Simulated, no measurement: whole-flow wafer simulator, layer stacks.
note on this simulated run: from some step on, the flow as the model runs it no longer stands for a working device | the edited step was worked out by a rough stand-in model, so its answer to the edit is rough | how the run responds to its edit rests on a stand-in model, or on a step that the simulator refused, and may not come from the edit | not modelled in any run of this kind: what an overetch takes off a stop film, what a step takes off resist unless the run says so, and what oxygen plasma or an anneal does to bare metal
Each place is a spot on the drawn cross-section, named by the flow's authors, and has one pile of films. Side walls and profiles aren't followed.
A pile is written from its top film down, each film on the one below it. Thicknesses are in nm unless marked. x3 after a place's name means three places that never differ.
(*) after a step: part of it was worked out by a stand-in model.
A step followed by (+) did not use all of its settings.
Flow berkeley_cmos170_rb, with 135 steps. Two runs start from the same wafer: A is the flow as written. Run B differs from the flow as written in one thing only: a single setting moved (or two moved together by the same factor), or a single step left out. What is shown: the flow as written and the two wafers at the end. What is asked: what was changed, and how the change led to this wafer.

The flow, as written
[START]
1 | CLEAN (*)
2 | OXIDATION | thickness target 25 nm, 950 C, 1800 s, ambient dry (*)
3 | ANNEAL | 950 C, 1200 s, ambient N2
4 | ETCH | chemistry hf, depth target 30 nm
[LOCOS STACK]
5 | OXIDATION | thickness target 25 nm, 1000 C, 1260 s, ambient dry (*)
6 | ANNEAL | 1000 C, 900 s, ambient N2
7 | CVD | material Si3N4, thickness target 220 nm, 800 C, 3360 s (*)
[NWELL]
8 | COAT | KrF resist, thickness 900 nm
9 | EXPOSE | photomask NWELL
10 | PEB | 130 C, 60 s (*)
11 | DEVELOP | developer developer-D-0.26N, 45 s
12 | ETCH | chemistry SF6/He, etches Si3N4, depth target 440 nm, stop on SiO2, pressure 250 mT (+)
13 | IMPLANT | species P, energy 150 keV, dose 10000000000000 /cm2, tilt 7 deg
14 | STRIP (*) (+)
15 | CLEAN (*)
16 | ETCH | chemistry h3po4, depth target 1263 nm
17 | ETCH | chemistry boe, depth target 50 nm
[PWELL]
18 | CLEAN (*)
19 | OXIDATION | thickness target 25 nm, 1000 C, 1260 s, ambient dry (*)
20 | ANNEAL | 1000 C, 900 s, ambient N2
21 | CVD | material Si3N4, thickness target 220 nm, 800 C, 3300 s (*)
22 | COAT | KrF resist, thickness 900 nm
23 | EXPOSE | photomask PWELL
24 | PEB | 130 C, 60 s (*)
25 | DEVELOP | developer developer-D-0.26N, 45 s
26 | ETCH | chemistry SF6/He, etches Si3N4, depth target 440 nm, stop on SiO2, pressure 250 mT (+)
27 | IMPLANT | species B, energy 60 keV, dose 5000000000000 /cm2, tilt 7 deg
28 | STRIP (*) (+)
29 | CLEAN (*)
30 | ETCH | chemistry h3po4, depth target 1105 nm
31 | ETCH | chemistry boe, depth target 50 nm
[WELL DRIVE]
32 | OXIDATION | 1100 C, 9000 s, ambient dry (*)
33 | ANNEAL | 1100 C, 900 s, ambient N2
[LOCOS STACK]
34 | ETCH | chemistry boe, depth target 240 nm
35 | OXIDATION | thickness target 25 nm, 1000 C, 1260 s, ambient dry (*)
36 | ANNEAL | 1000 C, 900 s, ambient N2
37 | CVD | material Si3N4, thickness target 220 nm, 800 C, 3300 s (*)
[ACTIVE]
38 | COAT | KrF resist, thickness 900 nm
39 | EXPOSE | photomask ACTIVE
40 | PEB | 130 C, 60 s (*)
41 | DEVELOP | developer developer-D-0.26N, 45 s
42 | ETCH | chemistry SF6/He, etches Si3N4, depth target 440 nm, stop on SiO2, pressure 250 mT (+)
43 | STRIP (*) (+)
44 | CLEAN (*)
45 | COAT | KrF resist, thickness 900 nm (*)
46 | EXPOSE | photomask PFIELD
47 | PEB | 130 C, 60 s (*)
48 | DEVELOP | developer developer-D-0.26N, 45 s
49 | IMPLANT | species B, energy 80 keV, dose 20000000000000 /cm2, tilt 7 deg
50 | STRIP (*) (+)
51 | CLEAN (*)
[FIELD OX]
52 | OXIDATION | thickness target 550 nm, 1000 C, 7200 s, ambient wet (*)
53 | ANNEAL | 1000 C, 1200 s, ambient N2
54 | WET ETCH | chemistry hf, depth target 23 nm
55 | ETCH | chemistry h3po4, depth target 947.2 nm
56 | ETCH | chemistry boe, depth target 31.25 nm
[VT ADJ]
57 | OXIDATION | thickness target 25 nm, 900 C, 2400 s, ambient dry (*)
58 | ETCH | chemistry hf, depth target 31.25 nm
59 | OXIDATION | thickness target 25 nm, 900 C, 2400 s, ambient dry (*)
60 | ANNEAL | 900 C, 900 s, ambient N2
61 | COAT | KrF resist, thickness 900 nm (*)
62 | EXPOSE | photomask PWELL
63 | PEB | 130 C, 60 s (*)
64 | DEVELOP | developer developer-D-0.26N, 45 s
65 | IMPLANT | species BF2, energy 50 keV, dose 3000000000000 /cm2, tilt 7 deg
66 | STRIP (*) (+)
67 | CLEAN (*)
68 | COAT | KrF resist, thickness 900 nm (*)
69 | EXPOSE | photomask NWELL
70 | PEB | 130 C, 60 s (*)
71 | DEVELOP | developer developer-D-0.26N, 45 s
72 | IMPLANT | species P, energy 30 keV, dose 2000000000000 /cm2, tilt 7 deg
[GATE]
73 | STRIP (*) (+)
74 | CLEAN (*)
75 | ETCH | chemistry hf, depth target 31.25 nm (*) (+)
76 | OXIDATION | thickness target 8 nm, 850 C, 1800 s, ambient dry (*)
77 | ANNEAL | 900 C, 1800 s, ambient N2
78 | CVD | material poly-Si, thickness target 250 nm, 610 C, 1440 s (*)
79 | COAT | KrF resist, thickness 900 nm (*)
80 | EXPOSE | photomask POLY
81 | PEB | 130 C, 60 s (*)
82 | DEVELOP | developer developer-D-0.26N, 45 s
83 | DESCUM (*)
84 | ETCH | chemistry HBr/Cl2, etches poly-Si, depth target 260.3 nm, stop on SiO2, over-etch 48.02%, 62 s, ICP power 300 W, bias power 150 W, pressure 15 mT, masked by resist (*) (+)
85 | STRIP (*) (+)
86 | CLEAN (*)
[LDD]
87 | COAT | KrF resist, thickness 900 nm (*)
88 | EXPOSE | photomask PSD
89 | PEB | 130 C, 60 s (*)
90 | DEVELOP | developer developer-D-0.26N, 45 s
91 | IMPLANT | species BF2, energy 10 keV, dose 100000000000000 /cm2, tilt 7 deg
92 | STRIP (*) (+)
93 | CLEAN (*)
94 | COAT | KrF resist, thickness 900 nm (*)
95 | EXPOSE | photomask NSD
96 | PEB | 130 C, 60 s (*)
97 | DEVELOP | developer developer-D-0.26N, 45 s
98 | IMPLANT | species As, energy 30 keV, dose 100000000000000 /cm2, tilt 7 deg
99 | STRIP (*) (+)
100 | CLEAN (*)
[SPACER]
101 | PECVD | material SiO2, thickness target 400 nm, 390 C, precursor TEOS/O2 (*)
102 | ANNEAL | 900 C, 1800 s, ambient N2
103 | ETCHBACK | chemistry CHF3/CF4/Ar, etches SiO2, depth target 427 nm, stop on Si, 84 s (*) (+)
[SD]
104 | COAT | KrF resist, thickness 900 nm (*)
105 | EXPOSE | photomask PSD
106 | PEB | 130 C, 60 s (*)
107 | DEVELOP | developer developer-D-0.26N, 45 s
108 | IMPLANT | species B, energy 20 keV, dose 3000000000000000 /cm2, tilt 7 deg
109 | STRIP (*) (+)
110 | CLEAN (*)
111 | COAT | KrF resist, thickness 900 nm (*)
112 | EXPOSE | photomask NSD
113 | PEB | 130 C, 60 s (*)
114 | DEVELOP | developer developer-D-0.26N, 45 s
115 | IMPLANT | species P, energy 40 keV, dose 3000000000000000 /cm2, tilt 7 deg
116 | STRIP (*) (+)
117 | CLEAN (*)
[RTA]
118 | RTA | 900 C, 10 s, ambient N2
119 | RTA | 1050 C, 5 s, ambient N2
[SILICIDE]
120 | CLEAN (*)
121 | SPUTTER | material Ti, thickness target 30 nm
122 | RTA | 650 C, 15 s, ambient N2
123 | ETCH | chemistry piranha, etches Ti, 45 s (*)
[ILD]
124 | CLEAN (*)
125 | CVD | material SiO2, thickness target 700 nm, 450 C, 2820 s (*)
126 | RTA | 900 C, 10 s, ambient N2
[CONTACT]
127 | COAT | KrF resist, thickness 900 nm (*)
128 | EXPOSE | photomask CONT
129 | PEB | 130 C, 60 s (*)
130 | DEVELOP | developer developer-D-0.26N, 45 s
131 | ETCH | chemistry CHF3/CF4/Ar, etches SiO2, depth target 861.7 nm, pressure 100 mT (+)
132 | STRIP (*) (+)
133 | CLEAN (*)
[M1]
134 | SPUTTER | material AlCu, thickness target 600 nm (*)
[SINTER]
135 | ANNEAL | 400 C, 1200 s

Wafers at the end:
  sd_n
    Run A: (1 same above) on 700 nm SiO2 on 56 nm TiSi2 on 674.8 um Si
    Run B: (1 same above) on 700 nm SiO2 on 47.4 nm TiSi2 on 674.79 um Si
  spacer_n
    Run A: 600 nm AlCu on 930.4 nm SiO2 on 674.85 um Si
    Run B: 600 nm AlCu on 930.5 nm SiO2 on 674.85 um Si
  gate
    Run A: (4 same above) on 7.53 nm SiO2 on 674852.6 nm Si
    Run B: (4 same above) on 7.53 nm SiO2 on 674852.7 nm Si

The reason: step 37, CVD: thickness target 88 nm was run, while the flow as written has thickness target 220 nm.

How this came from the change, step by step:
  37 | CVD | material Si3N4, thickness target 220 nm, 800 C, 3300 s (*)
      field, sd_n, spacer_n and 6 more: A +220 Si3N4 (new film) | B +88 Si3N4 (new film)
  42 | ETCH | chemistry SF6/He, etches Si3N4, depth target 440 nm, stop on SiO2, pressure 250 mT (+)
      sd_n, spacer_n, gate, sd_p, spacer_p, gate_p, contact, m1: A -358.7 KrF resist | B -143.5 KrF resist
      field: A -220 Si3N4 (all of it) | B -88 Si3N4 (all of it)
  43 | STRIP (*) (+)
      sd_n, spacer_n, gate, sd_p, spacer_p, gate_p, contact, m1: A -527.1 KrF resist (all of it) | B -742.3 KrF resist (all of it)
  45 | COAT | KrF resist, thickness 900 nm (*)
      field: A +1066.8 KrF resist (new film) | B +966.9 KrF resist (new film)
      sd_n: A +854.5 KrF resist (new film) | B +881.9 KrF resist (new film)
      (also at 3 further places)
  48 | DEVELOP | developer developer-D-0.26N, 45 s
      field: A -1066.8 KrF resist (all of it) | B -966.9 KrF resist (all of it)
  50 | STRIP (*) (+)
      sd_n: A -840.3 KrF resist (all of it) | B -867.7 KrF resist (all of it)
      sd_p: A -850.3 KrF resist (all of it) | B -871.6 KrF resist (all of it)
      (also at 2 further places)
  52 | OXIDATION | thickness target 550 nm, 1000 C, 7200 s, ambient wet (*)
      gate: A +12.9 SiO2 (new film), -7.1 Si3N4, +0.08 SiO2, -0.08 Si | B +12.9 SiO2 (new film), -7.1 Si3N4
      contact: A +12.9 SiO2 (new film), -7.1 Si3N4 | B +12.9 SiO2 (new film), -7.1 Si3N4, +0.14 SiO2, -0.06 Si
      (also at 3 further places)
  55 | ETCH | chemistry h3po4, depth target 947.2 nm
      sd_n, spacer_n, gate, sd_p, spacer_p, gate_p, contact, m1: A -212.9 Si3N4 (all of it) | B -80.9 Si3N4 (all of it)
  56 | ETCH | chemistry boe, depth target 31.25 nm
      sd_n: A -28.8 SiO2 (all of it) | B -31.2 SiO2
      sd_p: A -26.6 SiO2 (all of it) | B -31.2 SiO2
      (also at 1 further place)
  57 | OXIDATION | thickness target 25 nm, 900 C, 2400 s, ambient dry (*)
      sd_n: A +15 SiO2 (new film), -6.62 Si | B +5.81 SiO2, -2.56 Si
      sd_p: A +15 SiO2 (new film), -6.62 Si | B +12.4 SiO2, -5.46 Si
      (also at 1 further place)
  58 | ETCH | chemistry hf, depth target 31.25 nm
      sd_n, m1: A -15 SiO2 (all of it) | B -31.2 SiO2
      sd_p: A -15 SiO2 (all of it) | B -20.7 SiO2 (all of it)
  59 | OXIDATION | thickness target 25 nm, 900 C, 2400 s, ambient dry (*)
      sd_n: A +15 SiO2 (new film), -6.62 Si | B +9.12 SiO2, -4.01 Si
      m1: A +15 SiO2 (new film), -6.62 Si | B +5.92 SiO2, -2.61 Si
  75 | ETCH | chemistry hf, depth target 31.25 nm (*) (+)
      m1: A -15 SiO2 (all of it) | B -31.2 SiO2
      sd_n: A -15 SiO2 (all of it) | B -28.7 SiO2 (all of it)
  76 | OXIDATION | thickness target 8 nm, 850 C, 1800 s, ambient dry (*)
      m1: A +7.53 SiO2 (new film), -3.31 Si | B +4.08 SiO2, -1.79 Si
  103 | ETCHBACK | chemistry CHF3/CF4/Ar, etches SiO2, depth target 427 nm, stop on Si, 84 s (*) (+)
      m1: A -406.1 SiO2 (all of it) | B -419.2 SiO2 (all of it)
  121 | SPUTTER | material Ti, thickness target 30 nm
      sd_n: A +30 Ti (new film) | B +25.4 Ti (new film)
  ... 3 further steps ...
  132 | STRIP (*) (+)
      m1: A -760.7 KrF resist (all of it) | B -778.1 KrF resist (all of it)
